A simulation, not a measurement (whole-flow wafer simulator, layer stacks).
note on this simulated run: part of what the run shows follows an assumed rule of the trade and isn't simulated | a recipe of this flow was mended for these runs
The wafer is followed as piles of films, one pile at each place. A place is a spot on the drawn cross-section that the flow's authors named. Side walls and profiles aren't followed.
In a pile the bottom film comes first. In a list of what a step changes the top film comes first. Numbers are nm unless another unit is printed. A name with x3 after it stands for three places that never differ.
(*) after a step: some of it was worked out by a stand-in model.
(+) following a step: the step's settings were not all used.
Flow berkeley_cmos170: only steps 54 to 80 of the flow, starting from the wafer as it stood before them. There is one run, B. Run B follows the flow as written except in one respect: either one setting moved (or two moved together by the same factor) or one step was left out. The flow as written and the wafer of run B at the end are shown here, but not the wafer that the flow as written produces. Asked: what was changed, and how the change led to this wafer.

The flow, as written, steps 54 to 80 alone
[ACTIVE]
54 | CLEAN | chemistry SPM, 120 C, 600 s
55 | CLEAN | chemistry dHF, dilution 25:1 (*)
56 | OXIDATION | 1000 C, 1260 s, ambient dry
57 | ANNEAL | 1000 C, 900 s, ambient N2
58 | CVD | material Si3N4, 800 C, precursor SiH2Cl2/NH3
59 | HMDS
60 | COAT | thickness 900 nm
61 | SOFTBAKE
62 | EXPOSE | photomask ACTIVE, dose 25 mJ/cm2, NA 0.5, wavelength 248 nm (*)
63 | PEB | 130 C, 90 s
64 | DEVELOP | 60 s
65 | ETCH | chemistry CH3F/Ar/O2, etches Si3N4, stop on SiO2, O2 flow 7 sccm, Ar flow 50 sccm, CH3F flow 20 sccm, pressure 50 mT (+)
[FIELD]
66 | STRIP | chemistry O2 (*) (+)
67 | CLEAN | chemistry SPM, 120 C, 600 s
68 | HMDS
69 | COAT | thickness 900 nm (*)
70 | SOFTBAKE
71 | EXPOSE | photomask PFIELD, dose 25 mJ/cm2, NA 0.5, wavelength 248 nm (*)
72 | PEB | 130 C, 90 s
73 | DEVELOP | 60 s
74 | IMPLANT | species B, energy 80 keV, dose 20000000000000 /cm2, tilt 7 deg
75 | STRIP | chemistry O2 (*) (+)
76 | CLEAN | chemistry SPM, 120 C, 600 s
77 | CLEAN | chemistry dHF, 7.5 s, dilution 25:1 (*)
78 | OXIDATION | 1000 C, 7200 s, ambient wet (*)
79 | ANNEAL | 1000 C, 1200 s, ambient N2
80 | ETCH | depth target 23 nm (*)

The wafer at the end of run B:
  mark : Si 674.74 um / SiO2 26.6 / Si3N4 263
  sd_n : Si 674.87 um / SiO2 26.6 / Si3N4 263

Cause: step 58, CVD: 823 C was run, while the flow as written has 800 C.

Step by step, how the change led to this:
  58 | CVD | material Si3N4, 800 C, precursor SiH2Cl2/NH3
      field, mark, sd_n and 10 more: Si3N4 gains 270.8 (new film) (as written it would have been: Si3N4 gains 220 (new film))
  65 | ETCH | chemistry CH3F/Ar/O2, etches Si3N4, stop on SiO2, O2 flow 7 sccm, Ar flow 50 sccm, CH3F flow 20 sccm, pressure 50 mT (+)
      mark, sd_n, spacer_n and 9 more: KrF-resist loses 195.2 (as written it would have been: KrF-resist loses 161.3)
      field: Si3N4 loses 270.8 (all of it), SiO2 loses 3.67 (as written it would have been: Si3N4 loses 220 (all of it), SiO2 loses 3.67)
  66 | STRIP | chemistry O2 (*) (+)
      mark, sd_n, spacer_n and 9 more: KrF-resist loses 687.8 (all of it) (as written it would have been: KrF-resist loses 721.7 (all of it))
  69 | COAT | thickness 900 nm (*)
      sd_n: KrF-resist gains 759.4 (new film) (as written it would have been: KrF-resist gains 784.1 (new film))
      spacer_n: KrF-resist gains 803 (new film) (as written it would have been: KrF-resist gains 820.2 (new film))
      (as well as at 4 more places)
  75 | STRIP | chemistry O2 (*) (+)
      sd_n: KrF-resist loses 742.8 (all of it) (as written it would have been: KrF-resist loses 767.4 (all of it))
      spacer_n: KrF-resist loses 786.3 (all of it) (as written it would have been: KrF-resist loses 803.4 (all of it))
      (as well as at 6 more places)
  78 | OXIDATION | 1000 C, 7200 s, ambient wet (*)
      sd_n, sd_p: SiO2 gains 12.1 (new film), Si3N4 loses 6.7 (as written it would have been: SiO2 gains 12.1 (new film), Si3N4 loses 6.7, SiO2 gains 0.07, Si loses 0.07)
